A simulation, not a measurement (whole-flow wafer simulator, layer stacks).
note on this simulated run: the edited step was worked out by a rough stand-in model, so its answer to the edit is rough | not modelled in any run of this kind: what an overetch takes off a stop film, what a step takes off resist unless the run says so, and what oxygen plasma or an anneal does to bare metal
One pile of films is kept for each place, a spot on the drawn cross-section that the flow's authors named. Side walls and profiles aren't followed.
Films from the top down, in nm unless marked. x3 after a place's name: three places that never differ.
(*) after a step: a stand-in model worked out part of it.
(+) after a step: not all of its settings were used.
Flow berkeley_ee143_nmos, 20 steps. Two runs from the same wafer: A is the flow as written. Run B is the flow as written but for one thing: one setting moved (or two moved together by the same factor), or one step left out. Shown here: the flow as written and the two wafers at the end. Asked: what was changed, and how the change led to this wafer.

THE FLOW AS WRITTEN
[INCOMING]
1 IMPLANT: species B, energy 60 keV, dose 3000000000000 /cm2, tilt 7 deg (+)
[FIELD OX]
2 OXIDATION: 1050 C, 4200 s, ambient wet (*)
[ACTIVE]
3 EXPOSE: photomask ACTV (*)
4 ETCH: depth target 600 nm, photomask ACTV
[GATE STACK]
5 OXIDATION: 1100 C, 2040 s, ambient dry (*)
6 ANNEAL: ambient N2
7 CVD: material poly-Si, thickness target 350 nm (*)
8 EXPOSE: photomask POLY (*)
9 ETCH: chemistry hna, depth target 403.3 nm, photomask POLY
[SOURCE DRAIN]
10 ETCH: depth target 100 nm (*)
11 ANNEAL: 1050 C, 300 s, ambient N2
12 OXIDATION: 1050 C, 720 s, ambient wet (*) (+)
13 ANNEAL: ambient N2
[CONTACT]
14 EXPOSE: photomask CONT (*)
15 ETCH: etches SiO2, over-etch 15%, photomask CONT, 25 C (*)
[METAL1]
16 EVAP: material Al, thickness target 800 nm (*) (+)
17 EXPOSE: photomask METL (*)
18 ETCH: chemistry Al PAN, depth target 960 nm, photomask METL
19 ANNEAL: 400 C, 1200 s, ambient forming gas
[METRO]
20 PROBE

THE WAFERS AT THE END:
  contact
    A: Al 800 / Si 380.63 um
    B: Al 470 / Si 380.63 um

The cause: step 16, EVAP: thickness target 470 nm was run, where the flow has thickness target 800 nm.
It can be read off the wafer: contact has Al 470, and step 16 as written asks for 800 nm.

How the change led to this, step by step:
  16 EVAP: material Al, thickness target 800 nm (*) (+)
      gate, sd, contact, field: A Al +800 (new film) | B Al +470 (new film)
  18 ETCH: chemistry Al PAN, depth target 960 nm, photomask METL
      gate, sd, field: A Al -800 (all of it) | B Al -470 (all of it)
